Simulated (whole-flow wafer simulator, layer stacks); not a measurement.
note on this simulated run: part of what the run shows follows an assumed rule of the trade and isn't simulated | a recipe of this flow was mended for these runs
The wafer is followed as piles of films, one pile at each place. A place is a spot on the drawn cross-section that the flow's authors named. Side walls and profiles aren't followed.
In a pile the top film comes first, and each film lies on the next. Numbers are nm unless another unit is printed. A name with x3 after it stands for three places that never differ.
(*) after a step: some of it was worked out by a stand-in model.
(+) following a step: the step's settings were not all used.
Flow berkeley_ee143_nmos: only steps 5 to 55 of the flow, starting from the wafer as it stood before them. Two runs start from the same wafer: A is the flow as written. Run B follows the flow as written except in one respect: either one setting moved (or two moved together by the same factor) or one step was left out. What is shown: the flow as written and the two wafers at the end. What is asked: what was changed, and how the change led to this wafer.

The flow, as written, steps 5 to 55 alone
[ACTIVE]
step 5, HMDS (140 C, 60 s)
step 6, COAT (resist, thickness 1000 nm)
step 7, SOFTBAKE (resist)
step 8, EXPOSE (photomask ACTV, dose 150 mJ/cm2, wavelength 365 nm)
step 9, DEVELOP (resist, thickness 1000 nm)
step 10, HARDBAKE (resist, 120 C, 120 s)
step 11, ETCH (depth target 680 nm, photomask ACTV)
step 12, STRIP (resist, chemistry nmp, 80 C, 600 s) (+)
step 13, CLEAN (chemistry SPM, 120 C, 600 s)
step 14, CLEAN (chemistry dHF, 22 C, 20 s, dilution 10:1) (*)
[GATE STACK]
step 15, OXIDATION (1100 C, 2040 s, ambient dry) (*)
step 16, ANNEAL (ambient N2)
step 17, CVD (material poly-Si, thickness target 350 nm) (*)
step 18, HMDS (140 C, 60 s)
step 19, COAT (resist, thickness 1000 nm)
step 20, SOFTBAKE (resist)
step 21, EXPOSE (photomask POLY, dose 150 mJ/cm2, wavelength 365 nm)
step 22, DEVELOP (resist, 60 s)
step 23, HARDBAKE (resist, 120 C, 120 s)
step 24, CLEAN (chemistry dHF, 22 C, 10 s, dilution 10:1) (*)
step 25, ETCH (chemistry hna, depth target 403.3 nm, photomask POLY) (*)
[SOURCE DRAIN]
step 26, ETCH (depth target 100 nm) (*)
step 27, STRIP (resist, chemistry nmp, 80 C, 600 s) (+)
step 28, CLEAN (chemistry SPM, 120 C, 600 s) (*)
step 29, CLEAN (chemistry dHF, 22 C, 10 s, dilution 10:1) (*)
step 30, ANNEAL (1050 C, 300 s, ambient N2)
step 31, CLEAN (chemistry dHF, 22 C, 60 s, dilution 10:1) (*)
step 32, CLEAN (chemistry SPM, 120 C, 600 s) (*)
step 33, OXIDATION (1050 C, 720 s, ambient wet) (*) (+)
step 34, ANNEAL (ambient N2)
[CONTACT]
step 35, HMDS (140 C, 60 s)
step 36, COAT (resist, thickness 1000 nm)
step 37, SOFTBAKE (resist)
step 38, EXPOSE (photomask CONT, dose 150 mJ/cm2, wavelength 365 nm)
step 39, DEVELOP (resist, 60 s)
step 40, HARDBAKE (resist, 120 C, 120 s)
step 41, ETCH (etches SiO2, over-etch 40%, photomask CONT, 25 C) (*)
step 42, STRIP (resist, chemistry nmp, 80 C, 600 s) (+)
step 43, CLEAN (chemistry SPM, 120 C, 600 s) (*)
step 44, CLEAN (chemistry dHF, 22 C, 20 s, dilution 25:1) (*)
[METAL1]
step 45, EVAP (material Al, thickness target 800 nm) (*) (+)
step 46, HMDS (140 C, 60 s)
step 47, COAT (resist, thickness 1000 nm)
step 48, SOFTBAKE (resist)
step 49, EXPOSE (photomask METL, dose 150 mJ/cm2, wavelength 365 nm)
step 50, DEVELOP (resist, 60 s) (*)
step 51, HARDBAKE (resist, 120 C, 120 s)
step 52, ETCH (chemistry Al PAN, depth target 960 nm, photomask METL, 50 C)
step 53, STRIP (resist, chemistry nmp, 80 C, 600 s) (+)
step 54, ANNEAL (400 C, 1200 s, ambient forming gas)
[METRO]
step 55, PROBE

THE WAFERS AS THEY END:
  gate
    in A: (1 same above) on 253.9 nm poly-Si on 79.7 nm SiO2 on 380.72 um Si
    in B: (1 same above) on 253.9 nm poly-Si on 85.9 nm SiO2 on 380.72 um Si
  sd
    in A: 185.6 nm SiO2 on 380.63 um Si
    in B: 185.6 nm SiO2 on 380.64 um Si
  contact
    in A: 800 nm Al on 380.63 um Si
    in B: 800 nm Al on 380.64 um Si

Cause: step 11, ETCH: depth target 533 nm was run, though the flow has depth target 680 nm.

The path from the change to this, step by step:
  step 11, ETCH (depth target 680 nm, photomask ACTV)
      gate, sd, contact: A -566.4 SiO2 (all of it) | B -533 SiO2
  step 13, CLEAN (chemistry SPM, 120 C, 600 s)
      gate, sd, contact: A +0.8 chemical SiO2 (new film), -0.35 Si | B nothing
  step 14, CLEAN (chemistry dHF, 22 C, 20 s, dilution 10:1) (*)
      gate, sd, contact: A -0.8 chemical SiO2 (all of it) | B -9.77 SiO2
  step 15, OXIDATION (1100 C, 2040 s, ambient dry) (*)
      gate, sd, contact: A +79.7 SiO2 (new film), -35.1 Si | B +62.3 SiO2, -27.4 Si
  step 26, ETCH (depth target 100 nm) (*)
      sd, contact: A -78.6 SiO2 (all of it) | B -84.8 SiO2 (all of it)
